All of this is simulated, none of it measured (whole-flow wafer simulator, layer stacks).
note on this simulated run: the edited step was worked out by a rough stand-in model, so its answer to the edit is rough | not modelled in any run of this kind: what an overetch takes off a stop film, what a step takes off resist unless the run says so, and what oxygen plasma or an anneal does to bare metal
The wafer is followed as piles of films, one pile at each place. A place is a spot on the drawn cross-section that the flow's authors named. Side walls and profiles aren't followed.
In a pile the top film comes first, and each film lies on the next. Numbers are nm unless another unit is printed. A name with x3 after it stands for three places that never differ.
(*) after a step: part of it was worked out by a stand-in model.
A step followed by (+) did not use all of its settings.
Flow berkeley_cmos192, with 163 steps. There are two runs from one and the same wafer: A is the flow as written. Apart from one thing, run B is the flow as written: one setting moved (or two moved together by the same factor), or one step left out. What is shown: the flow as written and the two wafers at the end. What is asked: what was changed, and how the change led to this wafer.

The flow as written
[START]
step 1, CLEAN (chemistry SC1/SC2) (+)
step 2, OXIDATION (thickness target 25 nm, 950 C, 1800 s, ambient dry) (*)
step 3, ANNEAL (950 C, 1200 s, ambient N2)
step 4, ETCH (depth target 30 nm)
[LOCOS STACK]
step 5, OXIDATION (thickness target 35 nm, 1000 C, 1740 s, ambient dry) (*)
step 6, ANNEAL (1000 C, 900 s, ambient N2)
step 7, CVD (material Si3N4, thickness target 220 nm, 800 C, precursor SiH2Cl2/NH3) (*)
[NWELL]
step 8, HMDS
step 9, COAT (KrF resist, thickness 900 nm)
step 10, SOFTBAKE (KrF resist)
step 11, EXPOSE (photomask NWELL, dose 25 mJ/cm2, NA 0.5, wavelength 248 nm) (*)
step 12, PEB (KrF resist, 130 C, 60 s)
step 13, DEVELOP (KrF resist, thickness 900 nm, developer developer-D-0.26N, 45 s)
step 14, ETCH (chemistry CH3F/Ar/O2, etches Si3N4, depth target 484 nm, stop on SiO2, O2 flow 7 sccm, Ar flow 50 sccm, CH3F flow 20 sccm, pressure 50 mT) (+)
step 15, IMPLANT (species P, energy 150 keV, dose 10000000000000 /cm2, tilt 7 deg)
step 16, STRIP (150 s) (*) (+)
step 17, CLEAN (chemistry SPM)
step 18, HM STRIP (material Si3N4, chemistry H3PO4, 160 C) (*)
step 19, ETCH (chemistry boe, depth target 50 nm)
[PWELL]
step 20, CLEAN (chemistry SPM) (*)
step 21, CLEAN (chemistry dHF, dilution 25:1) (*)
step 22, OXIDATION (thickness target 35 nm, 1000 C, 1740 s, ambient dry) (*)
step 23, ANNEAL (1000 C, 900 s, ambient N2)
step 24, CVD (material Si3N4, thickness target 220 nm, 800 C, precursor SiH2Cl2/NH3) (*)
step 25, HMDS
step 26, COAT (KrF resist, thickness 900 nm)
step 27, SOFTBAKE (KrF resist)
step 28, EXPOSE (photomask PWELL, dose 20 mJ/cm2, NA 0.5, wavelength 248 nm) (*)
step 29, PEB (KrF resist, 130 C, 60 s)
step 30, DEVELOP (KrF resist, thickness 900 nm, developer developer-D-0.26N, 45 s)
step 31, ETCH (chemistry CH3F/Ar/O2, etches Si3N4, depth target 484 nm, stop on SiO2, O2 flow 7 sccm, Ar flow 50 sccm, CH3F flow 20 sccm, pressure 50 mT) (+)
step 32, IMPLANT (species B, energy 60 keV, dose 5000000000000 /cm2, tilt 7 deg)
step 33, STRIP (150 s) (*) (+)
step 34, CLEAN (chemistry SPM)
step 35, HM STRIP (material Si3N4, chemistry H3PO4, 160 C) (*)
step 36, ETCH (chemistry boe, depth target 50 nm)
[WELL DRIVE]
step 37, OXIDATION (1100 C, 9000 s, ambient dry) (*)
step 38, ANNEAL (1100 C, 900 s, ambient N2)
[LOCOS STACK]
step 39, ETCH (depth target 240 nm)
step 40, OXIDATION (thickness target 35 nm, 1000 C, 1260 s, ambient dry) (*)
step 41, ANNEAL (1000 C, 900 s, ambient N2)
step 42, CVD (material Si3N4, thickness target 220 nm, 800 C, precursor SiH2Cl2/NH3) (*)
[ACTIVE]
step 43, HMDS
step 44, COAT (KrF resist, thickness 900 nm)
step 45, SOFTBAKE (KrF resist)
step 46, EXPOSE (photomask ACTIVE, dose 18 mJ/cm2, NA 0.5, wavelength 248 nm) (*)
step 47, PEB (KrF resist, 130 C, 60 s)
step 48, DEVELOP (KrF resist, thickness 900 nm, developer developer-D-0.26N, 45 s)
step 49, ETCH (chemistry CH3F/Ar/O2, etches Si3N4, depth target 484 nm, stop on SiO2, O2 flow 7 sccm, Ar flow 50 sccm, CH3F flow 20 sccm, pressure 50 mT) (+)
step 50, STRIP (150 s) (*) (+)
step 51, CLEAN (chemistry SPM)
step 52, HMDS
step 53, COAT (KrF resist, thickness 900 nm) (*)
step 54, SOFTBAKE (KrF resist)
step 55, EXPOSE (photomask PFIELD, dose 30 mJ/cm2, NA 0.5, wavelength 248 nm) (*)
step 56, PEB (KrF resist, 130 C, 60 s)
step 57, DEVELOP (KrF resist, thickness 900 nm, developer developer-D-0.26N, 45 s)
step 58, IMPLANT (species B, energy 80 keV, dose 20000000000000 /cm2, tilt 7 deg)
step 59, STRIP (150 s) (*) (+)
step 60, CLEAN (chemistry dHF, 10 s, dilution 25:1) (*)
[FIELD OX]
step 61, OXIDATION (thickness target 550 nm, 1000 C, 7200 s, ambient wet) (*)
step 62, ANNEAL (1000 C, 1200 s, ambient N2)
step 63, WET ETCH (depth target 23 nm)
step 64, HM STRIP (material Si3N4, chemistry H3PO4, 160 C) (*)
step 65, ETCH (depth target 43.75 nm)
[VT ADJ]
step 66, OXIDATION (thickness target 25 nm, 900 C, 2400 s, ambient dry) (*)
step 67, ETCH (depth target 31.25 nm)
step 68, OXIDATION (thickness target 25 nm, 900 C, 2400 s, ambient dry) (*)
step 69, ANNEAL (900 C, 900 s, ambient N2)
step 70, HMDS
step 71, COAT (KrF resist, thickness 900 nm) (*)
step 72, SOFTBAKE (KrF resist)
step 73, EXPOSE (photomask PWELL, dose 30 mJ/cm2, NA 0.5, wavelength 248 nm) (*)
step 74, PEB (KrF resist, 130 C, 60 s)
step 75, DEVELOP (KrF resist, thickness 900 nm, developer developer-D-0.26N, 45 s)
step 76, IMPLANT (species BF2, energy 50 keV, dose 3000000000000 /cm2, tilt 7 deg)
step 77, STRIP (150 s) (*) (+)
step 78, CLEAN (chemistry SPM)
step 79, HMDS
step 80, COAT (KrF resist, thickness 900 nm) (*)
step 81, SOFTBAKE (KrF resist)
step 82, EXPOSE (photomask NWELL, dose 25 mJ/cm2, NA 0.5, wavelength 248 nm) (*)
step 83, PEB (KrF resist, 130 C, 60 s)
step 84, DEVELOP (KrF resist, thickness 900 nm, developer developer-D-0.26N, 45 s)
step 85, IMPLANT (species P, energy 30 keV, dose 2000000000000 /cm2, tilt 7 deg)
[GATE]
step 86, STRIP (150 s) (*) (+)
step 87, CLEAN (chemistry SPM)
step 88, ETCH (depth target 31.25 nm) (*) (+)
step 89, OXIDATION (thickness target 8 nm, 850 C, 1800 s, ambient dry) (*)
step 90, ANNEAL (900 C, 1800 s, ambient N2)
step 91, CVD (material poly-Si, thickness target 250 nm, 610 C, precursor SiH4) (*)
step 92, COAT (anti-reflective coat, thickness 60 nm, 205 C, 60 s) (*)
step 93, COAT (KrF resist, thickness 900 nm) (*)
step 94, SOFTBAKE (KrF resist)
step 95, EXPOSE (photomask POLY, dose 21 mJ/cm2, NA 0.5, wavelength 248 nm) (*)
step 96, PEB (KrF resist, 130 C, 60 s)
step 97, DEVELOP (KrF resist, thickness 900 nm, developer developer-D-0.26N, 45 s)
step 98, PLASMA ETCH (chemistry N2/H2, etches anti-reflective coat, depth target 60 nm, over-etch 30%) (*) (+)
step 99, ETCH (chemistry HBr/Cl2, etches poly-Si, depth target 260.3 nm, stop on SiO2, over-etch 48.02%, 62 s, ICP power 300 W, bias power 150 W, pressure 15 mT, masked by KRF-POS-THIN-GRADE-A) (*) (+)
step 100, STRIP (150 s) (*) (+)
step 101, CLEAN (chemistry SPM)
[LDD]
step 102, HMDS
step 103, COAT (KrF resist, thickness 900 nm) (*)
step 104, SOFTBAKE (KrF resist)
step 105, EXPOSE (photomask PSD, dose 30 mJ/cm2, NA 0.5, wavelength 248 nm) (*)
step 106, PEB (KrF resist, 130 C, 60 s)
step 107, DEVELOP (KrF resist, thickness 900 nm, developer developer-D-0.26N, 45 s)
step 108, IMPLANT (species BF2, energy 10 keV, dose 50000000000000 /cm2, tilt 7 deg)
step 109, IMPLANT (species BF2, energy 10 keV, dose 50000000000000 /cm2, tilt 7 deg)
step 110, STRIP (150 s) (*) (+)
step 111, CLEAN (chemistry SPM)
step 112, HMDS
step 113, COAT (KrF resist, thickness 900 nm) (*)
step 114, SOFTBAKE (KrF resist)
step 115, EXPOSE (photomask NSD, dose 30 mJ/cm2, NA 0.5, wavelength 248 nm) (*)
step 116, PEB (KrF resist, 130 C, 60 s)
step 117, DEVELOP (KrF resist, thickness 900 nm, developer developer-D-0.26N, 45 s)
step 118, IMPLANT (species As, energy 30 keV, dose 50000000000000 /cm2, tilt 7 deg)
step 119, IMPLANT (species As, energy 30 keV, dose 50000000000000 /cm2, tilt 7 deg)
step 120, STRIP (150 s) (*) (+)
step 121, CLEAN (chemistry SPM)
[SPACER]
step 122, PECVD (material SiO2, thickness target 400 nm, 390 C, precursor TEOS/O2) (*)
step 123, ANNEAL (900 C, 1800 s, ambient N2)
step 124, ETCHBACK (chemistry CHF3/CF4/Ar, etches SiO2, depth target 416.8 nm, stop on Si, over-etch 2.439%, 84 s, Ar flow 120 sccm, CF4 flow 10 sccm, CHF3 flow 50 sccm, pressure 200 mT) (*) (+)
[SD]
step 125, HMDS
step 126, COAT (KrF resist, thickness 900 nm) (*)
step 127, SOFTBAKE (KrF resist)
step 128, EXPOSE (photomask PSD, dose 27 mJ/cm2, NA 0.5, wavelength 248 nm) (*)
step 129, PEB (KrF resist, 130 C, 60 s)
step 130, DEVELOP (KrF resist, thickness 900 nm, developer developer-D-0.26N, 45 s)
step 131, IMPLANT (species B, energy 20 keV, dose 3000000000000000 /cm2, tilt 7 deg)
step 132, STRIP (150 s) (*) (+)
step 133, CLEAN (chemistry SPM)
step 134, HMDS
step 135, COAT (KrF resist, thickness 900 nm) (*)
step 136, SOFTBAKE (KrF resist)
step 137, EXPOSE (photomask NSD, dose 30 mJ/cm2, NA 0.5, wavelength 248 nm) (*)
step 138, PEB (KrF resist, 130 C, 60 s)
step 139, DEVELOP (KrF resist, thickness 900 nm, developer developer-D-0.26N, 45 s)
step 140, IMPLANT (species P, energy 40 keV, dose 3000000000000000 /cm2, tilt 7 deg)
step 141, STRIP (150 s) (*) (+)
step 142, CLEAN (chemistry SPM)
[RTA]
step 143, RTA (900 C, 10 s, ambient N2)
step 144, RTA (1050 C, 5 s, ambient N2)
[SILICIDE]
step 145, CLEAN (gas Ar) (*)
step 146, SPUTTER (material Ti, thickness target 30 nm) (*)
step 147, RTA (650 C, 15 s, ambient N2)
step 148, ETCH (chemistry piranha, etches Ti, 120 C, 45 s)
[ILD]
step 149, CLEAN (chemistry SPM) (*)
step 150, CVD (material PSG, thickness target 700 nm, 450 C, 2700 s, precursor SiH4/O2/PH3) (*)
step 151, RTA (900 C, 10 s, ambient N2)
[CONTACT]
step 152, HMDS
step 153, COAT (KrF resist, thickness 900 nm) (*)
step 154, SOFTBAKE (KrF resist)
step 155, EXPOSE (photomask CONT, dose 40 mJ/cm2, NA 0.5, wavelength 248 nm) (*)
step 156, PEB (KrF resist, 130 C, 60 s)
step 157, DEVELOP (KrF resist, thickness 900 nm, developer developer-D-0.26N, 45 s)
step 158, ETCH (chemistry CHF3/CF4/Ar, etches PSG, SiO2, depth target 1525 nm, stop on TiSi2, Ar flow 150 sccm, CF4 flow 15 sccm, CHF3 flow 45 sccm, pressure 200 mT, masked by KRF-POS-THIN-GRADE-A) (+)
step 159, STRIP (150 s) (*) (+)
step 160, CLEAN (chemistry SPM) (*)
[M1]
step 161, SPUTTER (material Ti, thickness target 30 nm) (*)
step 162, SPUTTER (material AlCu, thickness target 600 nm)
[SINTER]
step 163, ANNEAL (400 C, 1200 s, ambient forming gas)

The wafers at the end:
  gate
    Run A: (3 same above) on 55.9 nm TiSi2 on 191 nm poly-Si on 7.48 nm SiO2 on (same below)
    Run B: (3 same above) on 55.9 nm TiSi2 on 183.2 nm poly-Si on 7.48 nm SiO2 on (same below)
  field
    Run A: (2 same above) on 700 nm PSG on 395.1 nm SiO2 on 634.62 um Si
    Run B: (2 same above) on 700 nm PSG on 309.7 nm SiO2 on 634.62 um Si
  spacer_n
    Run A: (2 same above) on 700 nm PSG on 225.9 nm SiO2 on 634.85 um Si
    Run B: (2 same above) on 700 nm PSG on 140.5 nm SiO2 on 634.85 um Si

The reason: step 124, ETCHBACK: depth target 500.2 nm was run, while the flow as written has depth target 416.8 nm.

Step by step, how the change led to this:
  step 124, ETCHBACK (chemistry CHF3/CF4/Ar, etches SiO2, depth target 416.8 nm, stop on Si, over-etch 2.439%, 84 s, Ar flow 120 sccm, CF4 flow 10 sccm, CHF3 flow 50 sccm, pressure 200 mT) (*) (+)
      gate, gate_p: A -400 SiO2 (all of it), -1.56 chemical SiO2 (all of it), -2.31 poly-Si | B -400 SiO2 (all of it), -1.56 chemical SiO2 (all of it), -10.1 poly-Si
      field: A -427 SiO2 | B -512.4 SiO2
      (and at 2 other places as well)
  step 126, COAT (KrF resist, thickness 900 nm) (*)
      field: A +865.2 KrF resist (new film) | B +883.3 KrF resist (new film)
      sd_n: A +999.7 KrF resist (new film) | B +951.3 KrF resist (new film)
      (and at 7 other places as well)
  step 130, DEVELOP (KrF resist, thickness 900 nm, developer developer-D-0.26N, 45 s)
      sd_p: A -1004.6 KrF resist (all of it) | B -960.5 KrF resist (all of it)
      spacer_p: A -784.6 KrF resist (all of it) | B -827.4 KrF resist (all of it)
      (and at 1 other place as well)
  step 132, STRIP (150 s) (*) (+)
      field: A -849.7 KrF resist (all of it) | B -867.7 KrF resist (all of it)
      sd_n: A +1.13 chemical SiO2 (new film), -983.9 KrF resist (all of it), -0.5 Si | B +1.13 chemical SiO2 (new film), -935.5 KrF resist (all of it), -0.5 Si
      (and at 4 other places as well)
  step 135, COAT (KrF resist, thickness 900 nm) (*)
      field: A +865 KrF resist (new film) | B +883.3 KrF resist (new film)
      sd_n: A +999.2 KrF resist (new film) | B +950.9 KrF resist (new film)
      (and at 7 other places as well)
  step 139, DEVELOP (KrF resist, thickness 900 nm, developer developer-D-0.26N, 45 s)
      sd_n: A -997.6 KrF resist (all of it) | B -949.4 KrF resist (all of it)
      spacer_n: A -789.9 KrF resist (all of it) | B -830.2 KrF resist (all of it)
      (and at 2 other places as well)
  step 141, STRIP (150 s) (*) (+)
      gate_p: A -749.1 KrF resist (all of it), +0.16 chemical SiO2 | B -714.7 KrF resist (all of it), +0.17 chemical SiO2, -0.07 poly-Si
      field: A -849.5 KrF resist (all of it) | B -867.7 KrF resist (all of it)
      (and at 3 other places as well)
  step 146, SPUTTER (material Ti, thickness target 30 nm) (*)
      sd_p: A +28 Ti (new film) | B +29.2 Ti (new film)
  step 147, RTA (650 C, 15 s, ambient N2)
      sd_p: A -21.9 Ti, +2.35 TiSi first (new film), +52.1 TiSi2 C49 (new film), -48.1 Si | B -22.8 Ti, +4.63 TiSi first (new film), +51 TiSi2 C49 (new film), -48.6 Si
  step 150, CVD (material PSG, thickness target 700 nm, 450 C, 2700 s, precursor SiH4/O2/PH3) (*)
      sd_p: A +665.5 PSG (new film) | B +683.4 PSG (new film)
  step 151, RTA (900 C, 10 s, ambient N2)
      sd_p: A under 1 film: +52.2 TiSi2 (new film), -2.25 TiSi first (all of it), -52.1 TiSi2 C49 (all of it), -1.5 Si | B under 1 film: +54.4 TiSi2 (new film), -4.53 TiSi first (all of it), -51 TiSi2 C49 (all of it), -3.01 Si
  step 153, COAT (KrF resist, thickness 900 nm) (*)
      sd_n: A +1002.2 KrF resist (new film) | B +950.2 KrF resist (new film)
      spacer_n: A +829.8 KrF resist (new film) | B +857.1 KrF resist (new film)
      (and at 6 other places as well)
  step 157, DEVELOP (KrF resist, thickness 900 nm, developer developer-D-0.26N, 45 s)
      contact: A -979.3 KrF resist (all of it) | B -938.5 KrF resist (all of it)
  step 159, STRIP (150 s) (*) (+)
      sd_n: A -792.3 KrF resist (all of it) | B -740.4 KrF resist (all of it)
      spacer_n: A -620.3 KrF resist (all of it) | B -647.5 KrF resist (all of it)
      (and at 5 other places as well)
  step 161, SPUTTER (material Ti, thickness target 30 nm) (*)
      sd_p: A +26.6 Ti (new film) | B +28.4 Ti (new film)
  step 162, SPUTTER (material AlCu, thickness target 600 nm)
      sd_p: A +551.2 AlCu (new film) | B +588.6 AlCu (new film)
